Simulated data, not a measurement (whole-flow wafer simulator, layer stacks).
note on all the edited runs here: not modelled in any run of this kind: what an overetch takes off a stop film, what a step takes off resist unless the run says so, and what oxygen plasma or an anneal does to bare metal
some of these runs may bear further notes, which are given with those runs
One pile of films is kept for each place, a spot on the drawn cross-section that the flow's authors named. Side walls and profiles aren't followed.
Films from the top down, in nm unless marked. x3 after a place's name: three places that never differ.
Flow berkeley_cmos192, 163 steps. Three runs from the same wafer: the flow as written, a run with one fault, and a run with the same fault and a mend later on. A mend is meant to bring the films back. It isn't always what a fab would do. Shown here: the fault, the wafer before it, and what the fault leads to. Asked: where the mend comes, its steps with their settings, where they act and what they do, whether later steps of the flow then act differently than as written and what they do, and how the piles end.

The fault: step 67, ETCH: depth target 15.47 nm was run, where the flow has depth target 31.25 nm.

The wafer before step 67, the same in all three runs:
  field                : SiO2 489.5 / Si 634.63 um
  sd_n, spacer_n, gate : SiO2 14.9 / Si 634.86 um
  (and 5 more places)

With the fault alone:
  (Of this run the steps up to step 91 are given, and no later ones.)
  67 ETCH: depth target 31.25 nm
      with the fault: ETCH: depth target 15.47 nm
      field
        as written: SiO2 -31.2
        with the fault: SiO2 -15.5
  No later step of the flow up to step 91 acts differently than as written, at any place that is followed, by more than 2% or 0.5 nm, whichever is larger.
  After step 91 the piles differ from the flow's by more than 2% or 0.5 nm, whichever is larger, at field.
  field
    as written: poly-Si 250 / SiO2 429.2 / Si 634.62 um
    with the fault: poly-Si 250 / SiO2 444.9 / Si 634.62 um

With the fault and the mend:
  The mend comes after step 67.
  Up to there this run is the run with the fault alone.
  67a ETCH: depth target 15.78 nm (the flow's step 67 once more, with other settings)
      field
        SiO2 -15.8
  No later step of the flow acts differently than as written, at any place that is followed, by more than 2% or 0.5 nm, whichever is larger.
  At the end the piles are the same as the flow's at every place that both follow.
